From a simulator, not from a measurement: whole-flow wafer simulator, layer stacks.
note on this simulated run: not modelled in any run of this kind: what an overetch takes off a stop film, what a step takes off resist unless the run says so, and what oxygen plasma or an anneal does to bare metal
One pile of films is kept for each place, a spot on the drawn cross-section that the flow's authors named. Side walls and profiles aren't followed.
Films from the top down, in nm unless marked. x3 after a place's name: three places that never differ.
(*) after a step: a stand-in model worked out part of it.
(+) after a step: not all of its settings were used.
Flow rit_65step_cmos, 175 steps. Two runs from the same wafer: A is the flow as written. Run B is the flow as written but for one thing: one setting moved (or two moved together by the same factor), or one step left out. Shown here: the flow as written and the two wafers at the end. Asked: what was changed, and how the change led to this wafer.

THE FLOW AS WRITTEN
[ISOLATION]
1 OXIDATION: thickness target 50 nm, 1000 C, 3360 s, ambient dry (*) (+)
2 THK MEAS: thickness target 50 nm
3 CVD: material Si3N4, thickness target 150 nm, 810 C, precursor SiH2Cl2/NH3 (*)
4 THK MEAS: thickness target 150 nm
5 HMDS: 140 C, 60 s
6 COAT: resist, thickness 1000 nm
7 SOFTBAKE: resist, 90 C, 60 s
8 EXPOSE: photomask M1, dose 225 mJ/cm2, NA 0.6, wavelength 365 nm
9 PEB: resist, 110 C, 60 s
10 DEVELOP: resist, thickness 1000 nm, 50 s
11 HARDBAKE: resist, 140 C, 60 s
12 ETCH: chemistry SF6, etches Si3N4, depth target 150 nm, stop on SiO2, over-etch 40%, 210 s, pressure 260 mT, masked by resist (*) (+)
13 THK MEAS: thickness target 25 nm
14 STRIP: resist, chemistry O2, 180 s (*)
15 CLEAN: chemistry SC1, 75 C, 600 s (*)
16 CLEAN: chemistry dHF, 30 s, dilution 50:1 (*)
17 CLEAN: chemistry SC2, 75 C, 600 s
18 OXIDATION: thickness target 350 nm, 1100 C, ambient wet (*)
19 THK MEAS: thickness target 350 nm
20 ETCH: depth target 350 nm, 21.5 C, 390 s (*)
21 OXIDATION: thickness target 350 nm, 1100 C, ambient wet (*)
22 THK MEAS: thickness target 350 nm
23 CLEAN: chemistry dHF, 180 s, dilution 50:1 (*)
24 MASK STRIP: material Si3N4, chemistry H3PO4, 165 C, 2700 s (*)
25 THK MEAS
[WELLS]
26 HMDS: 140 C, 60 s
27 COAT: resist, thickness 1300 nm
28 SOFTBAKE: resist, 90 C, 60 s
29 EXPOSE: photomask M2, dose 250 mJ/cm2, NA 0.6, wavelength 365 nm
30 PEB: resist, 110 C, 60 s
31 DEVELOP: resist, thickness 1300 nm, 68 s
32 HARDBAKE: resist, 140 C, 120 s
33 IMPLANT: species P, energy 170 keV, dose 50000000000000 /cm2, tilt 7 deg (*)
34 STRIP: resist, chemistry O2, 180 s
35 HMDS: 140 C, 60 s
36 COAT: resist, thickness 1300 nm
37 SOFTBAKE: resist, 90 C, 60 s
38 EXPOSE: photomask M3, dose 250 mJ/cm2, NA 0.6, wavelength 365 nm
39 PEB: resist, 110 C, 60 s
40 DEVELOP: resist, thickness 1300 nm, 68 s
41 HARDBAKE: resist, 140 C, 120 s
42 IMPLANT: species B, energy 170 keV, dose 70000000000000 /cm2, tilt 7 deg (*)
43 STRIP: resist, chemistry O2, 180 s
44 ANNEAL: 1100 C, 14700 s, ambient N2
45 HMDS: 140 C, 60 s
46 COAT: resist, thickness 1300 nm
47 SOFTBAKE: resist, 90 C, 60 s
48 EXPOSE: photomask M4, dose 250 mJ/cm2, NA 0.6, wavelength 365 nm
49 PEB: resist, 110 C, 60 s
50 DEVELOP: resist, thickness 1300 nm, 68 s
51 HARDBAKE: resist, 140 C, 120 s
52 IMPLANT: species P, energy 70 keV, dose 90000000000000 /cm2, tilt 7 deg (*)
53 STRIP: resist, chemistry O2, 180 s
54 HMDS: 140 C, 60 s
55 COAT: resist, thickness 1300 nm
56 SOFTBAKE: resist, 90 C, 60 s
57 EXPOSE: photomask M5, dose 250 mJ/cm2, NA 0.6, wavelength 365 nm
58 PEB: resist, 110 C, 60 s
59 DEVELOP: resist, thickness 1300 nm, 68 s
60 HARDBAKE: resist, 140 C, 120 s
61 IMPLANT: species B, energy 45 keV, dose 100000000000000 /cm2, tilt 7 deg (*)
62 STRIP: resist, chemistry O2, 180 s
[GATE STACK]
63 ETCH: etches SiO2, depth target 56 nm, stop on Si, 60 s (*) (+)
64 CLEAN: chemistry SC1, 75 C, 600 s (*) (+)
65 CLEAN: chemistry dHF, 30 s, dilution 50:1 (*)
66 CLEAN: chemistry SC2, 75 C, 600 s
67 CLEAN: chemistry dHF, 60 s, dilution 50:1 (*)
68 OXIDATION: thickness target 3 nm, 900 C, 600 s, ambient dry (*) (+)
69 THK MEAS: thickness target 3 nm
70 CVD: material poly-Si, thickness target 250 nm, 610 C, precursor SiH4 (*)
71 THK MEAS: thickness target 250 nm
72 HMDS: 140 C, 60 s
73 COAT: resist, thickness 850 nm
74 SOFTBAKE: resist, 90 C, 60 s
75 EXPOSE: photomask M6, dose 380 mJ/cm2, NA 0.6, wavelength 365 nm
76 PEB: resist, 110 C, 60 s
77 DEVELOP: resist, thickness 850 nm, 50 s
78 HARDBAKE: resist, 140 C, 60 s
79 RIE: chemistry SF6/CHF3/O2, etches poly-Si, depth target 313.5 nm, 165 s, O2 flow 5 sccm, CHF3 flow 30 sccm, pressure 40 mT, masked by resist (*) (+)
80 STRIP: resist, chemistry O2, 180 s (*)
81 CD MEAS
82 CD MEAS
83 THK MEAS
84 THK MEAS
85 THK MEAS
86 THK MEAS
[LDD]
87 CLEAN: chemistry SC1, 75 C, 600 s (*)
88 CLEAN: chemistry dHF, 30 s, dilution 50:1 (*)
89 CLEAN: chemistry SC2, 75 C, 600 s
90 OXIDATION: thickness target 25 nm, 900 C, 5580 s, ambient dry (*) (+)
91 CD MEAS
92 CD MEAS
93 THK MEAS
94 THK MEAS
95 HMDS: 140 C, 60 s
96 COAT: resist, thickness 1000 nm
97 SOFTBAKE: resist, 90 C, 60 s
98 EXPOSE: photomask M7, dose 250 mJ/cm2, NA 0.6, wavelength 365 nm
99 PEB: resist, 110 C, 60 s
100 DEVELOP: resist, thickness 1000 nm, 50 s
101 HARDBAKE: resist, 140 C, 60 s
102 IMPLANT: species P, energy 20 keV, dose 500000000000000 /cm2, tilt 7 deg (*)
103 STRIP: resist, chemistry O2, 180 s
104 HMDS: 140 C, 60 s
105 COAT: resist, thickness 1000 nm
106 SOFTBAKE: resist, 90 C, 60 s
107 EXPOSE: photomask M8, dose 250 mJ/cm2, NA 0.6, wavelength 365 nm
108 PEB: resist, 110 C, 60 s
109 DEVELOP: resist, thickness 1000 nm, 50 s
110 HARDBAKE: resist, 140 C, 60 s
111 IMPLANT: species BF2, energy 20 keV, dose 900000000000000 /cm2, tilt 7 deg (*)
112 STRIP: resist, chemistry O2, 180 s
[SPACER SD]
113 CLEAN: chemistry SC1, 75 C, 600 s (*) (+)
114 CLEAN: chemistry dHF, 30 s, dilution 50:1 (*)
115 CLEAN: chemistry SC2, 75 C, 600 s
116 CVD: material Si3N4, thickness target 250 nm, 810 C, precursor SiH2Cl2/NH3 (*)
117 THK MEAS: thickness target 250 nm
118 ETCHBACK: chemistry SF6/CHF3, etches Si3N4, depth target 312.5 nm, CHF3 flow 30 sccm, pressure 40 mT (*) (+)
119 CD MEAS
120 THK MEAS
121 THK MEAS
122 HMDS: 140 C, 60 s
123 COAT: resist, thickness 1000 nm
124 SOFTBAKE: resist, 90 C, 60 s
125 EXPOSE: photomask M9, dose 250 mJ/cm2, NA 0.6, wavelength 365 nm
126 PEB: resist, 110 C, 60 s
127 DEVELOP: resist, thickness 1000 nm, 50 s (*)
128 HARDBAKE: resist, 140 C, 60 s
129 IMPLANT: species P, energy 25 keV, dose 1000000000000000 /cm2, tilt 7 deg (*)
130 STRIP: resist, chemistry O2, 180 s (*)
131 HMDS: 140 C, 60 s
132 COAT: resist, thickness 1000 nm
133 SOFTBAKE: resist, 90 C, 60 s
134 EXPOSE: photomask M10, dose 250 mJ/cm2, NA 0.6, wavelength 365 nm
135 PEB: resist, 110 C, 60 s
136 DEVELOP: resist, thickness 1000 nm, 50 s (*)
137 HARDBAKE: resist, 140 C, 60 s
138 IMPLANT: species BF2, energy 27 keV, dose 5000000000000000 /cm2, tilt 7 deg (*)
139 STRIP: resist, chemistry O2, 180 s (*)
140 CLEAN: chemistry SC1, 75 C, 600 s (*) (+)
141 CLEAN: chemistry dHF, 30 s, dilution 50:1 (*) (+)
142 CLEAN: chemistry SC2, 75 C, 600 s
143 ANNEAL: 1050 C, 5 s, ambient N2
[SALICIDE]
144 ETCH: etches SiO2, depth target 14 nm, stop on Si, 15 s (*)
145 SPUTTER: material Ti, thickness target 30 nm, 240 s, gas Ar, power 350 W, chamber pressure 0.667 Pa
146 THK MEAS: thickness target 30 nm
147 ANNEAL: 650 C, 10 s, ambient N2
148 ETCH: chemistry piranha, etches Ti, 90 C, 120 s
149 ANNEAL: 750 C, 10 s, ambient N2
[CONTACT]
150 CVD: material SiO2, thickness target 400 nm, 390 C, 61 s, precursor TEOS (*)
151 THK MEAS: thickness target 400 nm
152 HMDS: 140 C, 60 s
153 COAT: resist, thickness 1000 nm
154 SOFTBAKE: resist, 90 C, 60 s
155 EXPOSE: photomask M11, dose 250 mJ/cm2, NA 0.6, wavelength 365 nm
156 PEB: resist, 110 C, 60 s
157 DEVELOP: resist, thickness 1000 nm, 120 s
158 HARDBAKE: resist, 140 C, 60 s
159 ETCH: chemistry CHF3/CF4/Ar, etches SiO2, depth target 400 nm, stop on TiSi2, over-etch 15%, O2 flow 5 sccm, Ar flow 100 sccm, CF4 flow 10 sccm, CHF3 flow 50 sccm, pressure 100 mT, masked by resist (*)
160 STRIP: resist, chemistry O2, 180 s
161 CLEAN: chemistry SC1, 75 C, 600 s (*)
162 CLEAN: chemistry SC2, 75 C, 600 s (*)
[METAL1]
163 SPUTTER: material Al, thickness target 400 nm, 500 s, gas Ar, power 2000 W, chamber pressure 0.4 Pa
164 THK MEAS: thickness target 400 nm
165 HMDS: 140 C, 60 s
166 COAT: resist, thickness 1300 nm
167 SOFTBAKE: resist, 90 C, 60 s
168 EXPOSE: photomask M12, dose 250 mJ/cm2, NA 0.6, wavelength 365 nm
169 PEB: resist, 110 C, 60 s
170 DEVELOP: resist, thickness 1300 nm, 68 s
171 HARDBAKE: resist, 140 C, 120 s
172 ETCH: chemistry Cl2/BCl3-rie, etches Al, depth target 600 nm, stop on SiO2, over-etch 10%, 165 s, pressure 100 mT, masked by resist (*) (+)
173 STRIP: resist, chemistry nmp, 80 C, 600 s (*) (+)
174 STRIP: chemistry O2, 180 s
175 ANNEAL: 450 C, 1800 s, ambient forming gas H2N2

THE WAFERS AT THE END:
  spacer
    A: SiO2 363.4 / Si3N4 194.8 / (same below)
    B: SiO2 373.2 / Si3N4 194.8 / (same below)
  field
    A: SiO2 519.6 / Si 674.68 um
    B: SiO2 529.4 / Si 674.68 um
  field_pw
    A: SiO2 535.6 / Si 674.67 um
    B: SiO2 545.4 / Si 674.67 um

The cause: step 163, SPUTTER: power 2392 W was run, where the flow has power 2000 W.

How the change led to this, step by step:
  163 SPUTTER: material Al, thickness target 400 nm, 500 s, gas Ar, power 2000 W, chamber pressure 0.4 Pa
      field, field_pw, field_p, spacer, spacer_p: A Al +400 (new film) | B Al +478.4 (new film)
      gate_n, gate_p: A Al +396 (new film) | B Al +469.2 (new film)
      (and at 1 more place)
  172 ETCH: chemistry Cl2/BCl3-rie, etches Al, depth target 600 nm, stop on SiO2, over-etch 10%, 165 s, pressure 100 mT, masked by resist (*) (+)
      field, field_pw, field_p, spacer, spacer_p: A Al -400 (all of it), SiO2 -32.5 | B Al -478.4 (all of it), SiO2 -22.7
      gate_n, gate_p: A Al -396 (all of it), SiO2 -33 | B Al -469.2 (all of it), SiO2 -23.9
      (and at 1 more place)
